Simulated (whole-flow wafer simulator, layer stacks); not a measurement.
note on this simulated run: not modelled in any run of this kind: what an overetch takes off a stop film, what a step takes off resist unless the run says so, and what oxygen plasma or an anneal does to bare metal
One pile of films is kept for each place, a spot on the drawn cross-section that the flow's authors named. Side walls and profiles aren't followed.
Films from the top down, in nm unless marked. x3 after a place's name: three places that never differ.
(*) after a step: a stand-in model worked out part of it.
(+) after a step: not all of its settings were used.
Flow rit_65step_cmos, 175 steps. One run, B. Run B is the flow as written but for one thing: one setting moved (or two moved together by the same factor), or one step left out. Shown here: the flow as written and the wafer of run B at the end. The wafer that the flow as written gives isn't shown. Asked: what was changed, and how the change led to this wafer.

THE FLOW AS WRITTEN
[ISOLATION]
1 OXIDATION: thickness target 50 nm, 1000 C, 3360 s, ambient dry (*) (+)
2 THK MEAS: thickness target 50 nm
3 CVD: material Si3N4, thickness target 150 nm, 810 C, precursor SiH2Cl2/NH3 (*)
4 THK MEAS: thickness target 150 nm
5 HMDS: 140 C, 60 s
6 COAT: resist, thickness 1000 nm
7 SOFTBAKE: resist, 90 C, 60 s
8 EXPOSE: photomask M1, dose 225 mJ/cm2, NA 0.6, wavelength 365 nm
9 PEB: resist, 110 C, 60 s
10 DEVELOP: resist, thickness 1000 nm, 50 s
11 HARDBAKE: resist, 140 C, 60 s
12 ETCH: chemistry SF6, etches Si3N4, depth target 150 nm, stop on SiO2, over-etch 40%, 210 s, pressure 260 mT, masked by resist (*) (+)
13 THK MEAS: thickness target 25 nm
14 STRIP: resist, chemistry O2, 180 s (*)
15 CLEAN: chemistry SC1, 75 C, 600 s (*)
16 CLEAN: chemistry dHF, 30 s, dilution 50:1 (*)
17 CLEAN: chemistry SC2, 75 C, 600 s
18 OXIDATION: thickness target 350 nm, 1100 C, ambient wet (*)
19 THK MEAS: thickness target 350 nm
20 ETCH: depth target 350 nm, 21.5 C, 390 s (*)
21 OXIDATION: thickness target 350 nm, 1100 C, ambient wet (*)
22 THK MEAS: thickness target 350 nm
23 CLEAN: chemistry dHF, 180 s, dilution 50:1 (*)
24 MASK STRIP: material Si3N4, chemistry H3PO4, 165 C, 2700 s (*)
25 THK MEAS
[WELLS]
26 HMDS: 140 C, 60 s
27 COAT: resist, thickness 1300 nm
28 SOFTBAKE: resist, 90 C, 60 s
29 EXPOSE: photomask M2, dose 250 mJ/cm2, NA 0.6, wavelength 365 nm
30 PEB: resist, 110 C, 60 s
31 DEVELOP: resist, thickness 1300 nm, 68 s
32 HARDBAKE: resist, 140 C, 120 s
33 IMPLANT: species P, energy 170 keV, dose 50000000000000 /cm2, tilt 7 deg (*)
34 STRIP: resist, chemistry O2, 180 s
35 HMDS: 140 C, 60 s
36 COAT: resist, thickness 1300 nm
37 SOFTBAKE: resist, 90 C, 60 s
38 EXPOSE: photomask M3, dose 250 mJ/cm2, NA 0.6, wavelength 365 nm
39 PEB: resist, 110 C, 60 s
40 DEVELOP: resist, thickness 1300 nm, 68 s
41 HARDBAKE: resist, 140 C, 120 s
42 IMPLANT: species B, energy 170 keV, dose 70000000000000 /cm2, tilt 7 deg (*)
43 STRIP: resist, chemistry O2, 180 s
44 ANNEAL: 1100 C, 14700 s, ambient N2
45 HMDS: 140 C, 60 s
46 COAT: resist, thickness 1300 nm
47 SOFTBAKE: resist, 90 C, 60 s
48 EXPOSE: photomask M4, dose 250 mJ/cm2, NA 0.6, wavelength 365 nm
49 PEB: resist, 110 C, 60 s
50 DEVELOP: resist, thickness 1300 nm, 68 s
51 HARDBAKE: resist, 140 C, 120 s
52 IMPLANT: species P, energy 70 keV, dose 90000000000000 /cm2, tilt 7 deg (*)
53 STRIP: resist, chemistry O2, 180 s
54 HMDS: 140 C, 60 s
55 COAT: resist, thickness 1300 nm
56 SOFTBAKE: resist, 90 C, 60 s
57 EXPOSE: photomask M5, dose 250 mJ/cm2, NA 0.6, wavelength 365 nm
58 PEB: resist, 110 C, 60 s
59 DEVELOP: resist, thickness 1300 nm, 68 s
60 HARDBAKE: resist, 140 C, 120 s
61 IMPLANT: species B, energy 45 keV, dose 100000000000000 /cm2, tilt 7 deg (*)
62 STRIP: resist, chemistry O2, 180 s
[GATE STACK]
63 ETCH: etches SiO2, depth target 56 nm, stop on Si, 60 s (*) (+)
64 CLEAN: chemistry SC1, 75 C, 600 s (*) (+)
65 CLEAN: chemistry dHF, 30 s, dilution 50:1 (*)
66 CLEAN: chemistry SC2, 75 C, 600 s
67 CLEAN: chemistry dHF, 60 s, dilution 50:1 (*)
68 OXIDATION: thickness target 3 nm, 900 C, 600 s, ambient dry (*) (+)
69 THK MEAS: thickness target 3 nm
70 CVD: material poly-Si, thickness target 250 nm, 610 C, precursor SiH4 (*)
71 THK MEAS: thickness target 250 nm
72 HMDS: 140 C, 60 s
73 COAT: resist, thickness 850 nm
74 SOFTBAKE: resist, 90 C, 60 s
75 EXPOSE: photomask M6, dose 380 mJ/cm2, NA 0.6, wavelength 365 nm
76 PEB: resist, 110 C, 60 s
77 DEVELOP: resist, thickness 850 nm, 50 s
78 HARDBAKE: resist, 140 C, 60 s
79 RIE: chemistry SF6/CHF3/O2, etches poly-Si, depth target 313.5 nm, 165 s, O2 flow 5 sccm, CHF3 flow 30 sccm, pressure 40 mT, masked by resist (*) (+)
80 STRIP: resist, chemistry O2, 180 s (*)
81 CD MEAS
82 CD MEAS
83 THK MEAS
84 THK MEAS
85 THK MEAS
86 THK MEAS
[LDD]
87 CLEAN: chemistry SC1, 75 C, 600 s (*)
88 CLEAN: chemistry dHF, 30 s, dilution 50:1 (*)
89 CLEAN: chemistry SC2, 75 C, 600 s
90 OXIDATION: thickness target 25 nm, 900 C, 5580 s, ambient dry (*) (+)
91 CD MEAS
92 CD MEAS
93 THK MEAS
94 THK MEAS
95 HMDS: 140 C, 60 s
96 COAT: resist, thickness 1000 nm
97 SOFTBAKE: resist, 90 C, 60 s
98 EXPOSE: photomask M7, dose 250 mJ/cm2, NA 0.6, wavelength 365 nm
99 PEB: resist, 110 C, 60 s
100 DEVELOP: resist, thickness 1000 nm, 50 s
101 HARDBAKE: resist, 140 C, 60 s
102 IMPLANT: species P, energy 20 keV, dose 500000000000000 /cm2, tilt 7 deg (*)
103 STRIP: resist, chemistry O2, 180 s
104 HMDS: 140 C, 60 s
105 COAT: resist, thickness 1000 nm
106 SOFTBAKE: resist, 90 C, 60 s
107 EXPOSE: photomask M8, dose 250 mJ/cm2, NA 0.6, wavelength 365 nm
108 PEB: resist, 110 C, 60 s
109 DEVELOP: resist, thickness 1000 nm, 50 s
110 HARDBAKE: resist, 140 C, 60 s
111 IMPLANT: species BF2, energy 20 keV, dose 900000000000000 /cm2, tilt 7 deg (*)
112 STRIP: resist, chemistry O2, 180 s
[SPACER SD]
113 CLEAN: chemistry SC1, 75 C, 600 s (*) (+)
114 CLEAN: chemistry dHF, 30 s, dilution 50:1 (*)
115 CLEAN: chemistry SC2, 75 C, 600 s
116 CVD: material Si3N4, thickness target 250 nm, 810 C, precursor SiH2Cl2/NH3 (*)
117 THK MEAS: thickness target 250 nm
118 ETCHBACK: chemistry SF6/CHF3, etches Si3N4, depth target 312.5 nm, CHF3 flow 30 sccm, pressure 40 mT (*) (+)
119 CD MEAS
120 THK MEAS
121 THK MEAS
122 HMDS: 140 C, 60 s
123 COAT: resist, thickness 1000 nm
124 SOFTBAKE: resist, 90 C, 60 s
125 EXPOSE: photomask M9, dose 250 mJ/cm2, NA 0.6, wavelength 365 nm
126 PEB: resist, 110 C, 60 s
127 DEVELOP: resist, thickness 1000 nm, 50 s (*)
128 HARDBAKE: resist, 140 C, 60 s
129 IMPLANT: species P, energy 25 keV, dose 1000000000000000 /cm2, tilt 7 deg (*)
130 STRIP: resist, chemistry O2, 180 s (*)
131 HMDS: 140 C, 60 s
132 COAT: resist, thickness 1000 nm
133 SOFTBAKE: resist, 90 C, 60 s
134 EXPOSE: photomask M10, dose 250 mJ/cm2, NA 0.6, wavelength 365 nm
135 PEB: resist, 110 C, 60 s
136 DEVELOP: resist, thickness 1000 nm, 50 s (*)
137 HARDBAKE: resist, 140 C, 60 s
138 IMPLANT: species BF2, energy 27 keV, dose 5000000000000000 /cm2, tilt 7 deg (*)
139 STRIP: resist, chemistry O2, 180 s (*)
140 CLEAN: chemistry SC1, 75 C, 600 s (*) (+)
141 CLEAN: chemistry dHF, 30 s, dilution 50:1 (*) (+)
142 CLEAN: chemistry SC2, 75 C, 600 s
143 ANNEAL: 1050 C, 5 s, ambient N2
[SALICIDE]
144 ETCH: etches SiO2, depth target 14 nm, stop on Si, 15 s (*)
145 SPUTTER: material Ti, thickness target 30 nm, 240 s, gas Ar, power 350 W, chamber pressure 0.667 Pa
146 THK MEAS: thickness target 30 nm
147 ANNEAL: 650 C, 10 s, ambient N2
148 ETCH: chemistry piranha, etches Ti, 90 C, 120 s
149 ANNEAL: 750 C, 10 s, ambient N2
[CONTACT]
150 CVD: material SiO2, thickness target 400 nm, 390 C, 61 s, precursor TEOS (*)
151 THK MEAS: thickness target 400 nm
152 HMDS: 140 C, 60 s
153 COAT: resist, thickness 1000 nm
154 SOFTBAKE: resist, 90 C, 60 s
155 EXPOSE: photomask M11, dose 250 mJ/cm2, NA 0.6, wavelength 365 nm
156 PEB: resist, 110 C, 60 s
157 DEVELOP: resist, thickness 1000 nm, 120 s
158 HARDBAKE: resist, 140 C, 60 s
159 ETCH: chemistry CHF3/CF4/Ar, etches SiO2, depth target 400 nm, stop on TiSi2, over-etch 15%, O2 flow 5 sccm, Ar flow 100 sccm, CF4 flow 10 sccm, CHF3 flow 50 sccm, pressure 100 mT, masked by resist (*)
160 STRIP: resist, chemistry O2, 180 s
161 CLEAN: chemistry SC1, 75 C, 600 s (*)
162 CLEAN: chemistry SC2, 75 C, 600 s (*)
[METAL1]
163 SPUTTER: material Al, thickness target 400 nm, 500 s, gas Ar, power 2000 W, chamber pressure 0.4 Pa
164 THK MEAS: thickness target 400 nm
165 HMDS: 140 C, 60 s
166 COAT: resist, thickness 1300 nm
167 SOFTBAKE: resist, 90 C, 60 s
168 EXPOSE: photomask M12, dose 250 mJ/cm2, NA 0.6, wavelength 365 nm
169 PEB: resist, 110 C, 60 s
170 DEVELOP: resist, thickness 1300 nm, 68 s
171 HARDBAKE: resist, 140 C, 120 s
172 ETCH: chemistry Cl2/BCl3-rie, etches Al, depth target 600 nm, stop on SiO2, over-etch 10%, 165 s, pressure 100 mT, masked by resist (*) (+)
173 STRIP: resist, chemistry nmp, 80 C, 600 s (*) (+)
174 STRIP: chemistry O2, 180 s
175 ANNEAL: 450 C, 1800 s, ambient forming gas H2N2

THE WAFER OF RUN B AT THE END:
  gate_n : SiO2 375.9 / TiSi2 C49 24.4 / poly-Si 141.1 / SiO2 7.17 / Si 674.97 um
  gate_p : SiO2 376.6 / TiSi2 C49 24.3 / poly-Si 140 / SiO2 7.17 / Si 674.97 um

The cause: step 145, SPUTTER: 108 s was run, where the flow has 240 s.

How the change led to this, step by step:
  145 SPUTTER: material Ti, thickness target 30 nm, 240 s, gas Ar, power 350 W, chamber pressure 0.667 Pa
      field, field_pw, field_nw, field_p, spacer, spacer_p: Ti +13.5 (new film) (as written it would be: Ti +30 (new film))
      gate_n: Ti +12.3 (new film) (as written it would be: Ti +27.3 (new film))
      (and at 1 more place)
  147 ANNEAL: 650 C, 10 s, ambient N2
      gate_n: Ti -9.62, TiSi2 C49 +24.5 (new film), poly-Si -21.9 (as written it would be: Ti -21.3, TiSi first +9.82 (new film), TiSi2 C49 +39.5 (new film), poly-Si -41.9)
      gate_p: Ti -9.59, TiSi2 C49 +24.4 (new film), poly-Si -21.8 (as written it would be: Ti -21.2, TiSi first +9.56 (new film), TiSi2 C49 +39.6 (new film), poly-Si -41.9)
  148 ETCH: chemistry piranha, etches Ti, 90 C, 120 s
      gate_n: Ti -2.71 (all of it), TiSi2 C49 -0.11 (as written it would be: Ti -6 (all of it), TiSi first -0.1)
      gate_p: Ti -2.7 (all of it), TiSi2 C49 -0.11 (as written it would be: Ti -5.97 (all of it), TiSi first -0.1)
      (and at 6 more places)
  149 ANNEAL: 750 C, 10 s, ambient N2
      gate_n: nothing (as written it would be: TiSi2 +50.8 (new film), TiSi first -9.72 (all of it), TiSi2 C49 -39.5 (all of it), poly-Si -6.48)
      gate_p: nothing (as written it would be: TiSi2 +50.6 (new film), TiSi first -9.46 (all of it), TiSi2 C49 -39.6 (all of it), poly-Si -6.31)
